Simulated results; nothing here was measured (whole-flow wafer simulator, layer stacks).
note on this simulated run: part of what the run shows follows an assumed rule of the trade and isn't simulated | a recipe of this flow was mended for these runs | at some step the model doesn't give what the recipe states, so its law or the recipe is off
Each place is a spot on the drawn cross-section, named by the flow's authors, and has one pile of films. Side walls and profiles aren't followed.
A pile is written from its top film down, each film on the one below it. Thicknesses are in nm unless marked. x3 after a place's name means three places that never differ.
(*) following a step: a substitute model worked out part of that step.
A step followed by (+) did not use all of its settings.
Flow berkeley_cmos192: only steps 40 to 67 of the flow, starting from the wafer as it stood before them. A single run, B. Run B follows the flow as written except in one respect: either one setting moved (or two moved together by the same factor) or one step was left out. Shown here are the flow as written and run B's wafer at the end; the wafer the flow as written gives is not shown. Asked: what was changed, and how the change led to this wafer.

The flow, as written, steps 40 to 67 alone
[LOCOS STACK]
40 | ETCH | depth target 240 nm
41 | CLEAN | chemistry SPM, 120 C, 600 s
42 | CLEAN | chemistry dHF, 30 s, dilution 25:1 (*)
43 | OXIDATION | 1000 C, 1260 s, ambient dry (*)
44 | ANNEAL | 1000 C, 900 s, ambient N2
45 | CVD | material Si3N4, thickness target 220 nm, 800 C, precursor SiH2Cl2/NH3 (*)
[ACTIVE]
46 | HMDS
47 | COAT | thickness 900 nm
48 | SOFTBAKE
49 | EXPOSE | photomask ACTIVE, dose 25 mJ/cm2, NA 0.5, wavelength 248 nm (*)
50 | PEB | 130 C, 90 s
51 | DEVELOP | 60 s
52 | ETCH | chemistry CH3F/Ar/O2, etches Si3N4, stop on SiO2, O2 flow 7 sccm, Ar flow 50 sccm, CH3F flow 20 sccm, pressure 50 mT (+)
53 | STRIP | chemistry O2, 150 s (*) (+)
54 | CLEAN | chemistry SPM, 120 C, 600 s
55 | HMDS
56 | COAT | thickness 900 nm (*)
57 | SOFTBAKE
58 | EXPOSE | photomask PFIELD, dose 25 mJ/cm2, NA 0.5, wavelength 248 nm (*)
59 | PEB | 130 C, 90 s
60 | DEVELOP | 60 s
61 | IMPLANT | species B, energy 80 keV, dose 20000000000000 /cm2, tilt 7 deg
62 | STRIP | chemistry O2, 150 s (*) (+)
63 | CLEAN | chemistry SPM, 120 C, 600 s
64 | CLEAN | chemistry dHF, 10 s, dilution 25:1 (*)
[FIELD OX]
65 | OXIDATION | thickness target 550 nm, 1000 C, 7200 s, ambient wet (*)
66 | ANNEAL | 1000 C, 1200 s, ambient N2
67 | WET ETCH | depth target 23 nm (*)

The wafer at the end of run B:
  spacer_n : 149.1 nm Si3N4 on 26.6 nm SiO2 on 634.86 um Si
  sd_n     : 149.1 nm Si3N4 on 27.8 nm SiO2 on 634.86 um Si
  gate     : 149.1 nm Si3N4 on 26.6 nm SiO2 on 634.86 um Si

Cause: step 45, CVD: 777 C was run, though the flow has 800 C.

How this came from the change, step by step:
  45 | CVD | material Si3N4, thickness target 220 nm, 800 C, precursor SiH2Cl2/NH3 (*)
      field, sd_n, spacer_n and 6 more: Si3N4 gains 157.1 (new film) (it would be, as written: Si3N4 gains 220 (new film))
  52 | ETCH | chemistry CH3F/Ar/O2, etches Si3N4, stop on SiO2, O2 flow 7 sccm, Ar flow 50 sccm, CH3F flow 20 sccm, pressure 50 mT (+)
      sd_n, spacer_n, gate, sd_p, spacer_p, gate_p, contact, m1: KrF-resist loses 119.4 (it would be, as written: KrF-resist loses 161.3)
      field: Si3N4 loses 157.1 (all of it), SiO2 loses 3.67 (it would be, as written: Si3N4 loses 220 (all of it), SiO2 loses 3.67)
  53 | STRIP | chemistry O2, 150 s (*) (+)
      sd_n, spacer_n, gate, sd_p, spacer_p, gate_p, contact, m1: KrF-resist loses 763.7 (all of it) (it would be, as written: KrF-resist loses 721.7 (all of it))
  56 | COAT | thickness 900 nm (*)
      sd_n: KrF-resist gains 817.2 (new film) (it would be, as written: KrF-resist gains 785.2 (new film))
      spacer_n: KrF-resist gains 840.2 (new film) (it would be, as written: KrF-resist gains 817.9 (new film))
      (as well as at 6 more places)
  62 | STRIP | chemistry O2, 150 s (*) (+)
      sd_n: KrF-resist loses 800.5 (all of it) (it would be, as written: KrF-resist loses 768.5 (all of it))
      spacer_n: KrF-resist loses 823.4 (all of it) (it would be, as written: KrF-resist loses 801.2 (all of it))
      (as well as at 6 more places)
  65 | OXIDATION | thickness target 550 nm, 1000 C, 7200 s, ambient wet (*)
      gate: SiO2 gains 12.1 (new film), Si3N4 loses 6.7 (it would be, as written: SiO2 gains 12.1 (new film), Si3N4 loses 6.7, SiO2 gains 0.05, Si loses 0.05)
      sd_n, sd_p: SiO2 gains 12.1 (new film), Si3N4 loses 6.7, SiO2 gains 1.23, Si loses 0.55 (it would be, as written: SiO2 gains 12.1 (new film), Si3N4 loses 6.7, SiO2 gains 0.06, Si loses 0.06)
